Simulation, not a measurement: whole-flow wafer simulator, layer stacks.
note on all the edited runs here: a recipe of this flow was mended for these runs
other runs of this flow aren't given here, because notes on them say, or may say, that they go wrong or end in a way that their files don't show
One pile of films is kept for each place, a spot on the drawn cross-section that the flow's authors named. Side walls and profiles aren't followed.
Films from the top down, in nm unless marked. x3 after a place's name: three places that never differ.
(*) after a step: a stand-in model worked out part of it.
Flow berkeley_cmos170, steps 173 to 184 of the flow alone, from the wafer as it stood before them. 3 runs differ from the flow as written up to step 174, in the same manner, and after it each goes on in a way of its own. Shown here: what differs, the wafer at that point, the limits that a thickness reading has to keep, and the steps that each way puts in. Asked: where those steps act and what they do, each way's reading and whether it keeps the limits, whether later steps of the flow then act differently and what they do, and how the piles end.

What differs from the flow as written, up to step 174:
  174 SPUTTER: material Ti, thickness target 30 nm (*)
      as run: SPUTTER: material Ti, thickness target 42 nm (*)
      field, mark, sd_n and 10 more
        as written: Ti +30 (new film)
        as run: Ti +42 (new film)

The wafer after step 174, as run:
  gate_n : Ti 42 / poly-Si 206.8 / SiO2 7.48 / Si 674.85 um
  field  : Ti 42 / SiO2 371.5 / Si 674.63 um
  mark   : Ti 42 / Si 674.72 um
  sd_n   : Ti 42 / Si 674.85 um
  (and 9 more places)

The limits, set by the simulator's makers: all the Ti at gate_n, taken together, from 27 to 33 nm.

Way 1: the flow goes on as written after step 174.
  The reading after step 174: 42 nm, outside the limits.
  Later steps of the flow that act differently than as written (2 more steps differ only slightly, by at most 2% or 0.5 nm, whichever is larger, and aren't shown):
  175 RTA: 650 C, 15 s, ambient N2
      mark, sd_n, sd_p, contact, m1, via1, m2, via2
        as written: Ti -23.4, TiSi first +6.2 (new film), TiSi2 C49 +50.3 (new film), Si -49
        this way: Ti -32.8, TiSi first +33.4 (new film), TiSi2 C49 +33.7 (new film), Si -52.2
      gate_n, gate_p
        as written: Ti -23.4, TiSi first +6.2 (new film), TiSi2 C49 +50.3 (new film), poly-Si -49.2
        this way: Ti -32.8, TiSi first +33.4 (new film), TiSi2 C49 +33.7 (new film), poly-Si -52.4
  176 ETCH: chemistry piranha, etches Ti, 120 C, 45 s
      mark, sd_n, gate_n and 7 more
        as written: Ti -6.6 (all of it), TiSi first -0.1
        this way: Ti -9.24 (all of it), TiSi first -0.1
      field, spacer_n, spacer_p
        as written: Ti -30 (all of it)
        this way: Ti -42 (all of it)
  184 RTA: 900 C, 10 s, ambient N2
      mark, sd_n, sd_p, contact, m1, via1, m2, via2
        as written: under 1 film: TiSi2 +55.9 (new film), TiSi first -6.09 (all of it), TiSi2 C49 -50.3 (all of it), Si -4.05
        this way: under 1 film: TiSi2 +78.3 (new film), TiSi first -33.3 (all of it), TiSi2 C49 -33.7 (all of it), Si -22.1
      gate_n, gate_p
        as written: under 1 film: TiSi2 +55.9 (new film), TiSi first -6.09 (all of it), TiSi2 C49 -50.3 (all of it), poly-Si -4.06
        this way: under 1 film: TiSi2 +78.3 (new film), TiSi first -33.3 (all of it), TiSi2 C49 -33.7 (all of it), poly-Si -22.2
  At the end the piles differ from the flow's by more than 2% or 0.5 nm, whichever is larger, at mark, sd_n, gate_n and 7 more.
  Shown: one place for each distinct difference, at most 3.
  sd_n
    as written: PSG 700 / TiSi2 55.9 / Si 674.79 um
    this way: PSG 700 / TiSi2 78.3 / Si 674.77 um
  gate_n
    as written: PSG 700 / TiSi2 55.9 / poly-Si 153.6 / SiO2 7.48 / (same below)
    this way: PSG 700 / TiSi2 78.3 / poly-Si 132.2 / SiO2 7.48 / (same below)
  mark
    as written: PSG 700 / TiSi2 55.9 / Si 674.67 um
    this way: PSG 700 / TiSi2 78.3 / Si 674.65 um

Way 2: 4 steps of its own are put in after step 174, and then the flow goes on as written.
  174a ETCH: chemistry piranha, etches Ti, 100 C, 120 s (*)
      field, mark, sd_n and 10 more
        Ti -42 (all of it)
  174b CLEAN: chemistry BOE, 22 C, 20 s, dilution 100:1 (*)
      field
        SiO2 -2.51
      spacer_n
        SiO2 -2.87
      spacer_p
        SiO2 -2.86
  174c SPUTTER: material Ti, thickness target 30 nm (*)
      field, mark, sd_n and 10 more
        Ti +30 (new film)
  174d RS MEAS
      changes no film at any place that is followed
  The reading after step 174d: 30 nm, within the limits.
  No later step of the flow acts differently than as written, at any place that is followed, by more than 2% or 0.5 nm, whichever is larger.
  At the end the piles differ from the flow's only slightly at the places that both follow, by at most 2% or 0.5 nm, whichever is larger.

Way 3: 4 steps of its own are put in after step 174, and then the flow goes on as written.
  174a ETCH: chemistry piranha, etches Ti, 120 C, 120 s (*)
      field, mark, sd_n and 10 more
        Ti -42 (all of it)
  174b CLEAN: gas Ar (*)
      field, spacer_n, spacer_p
        SiO2 -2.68
      gate_n, gate_p
        poly-Si -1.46
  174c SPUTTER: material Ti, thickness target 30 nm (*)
      field, mark, sd_n and 10 more
        Ti +30 (new film)
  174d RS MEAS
      changes no film at any place that is followed
  The reading after step 174d: 30 nm, within the limits.
  No later step of the flow acts differently than as written, at any place that is followed, by more than 2% or 0.5 nm, whichever is larger.
  At the end the piles differ from the flow's only slightly at the places that both follow, by at most 2% or 0.5 nm, whichever is larger.

Within the limits: way 2, way 3. Outside them: way 1.
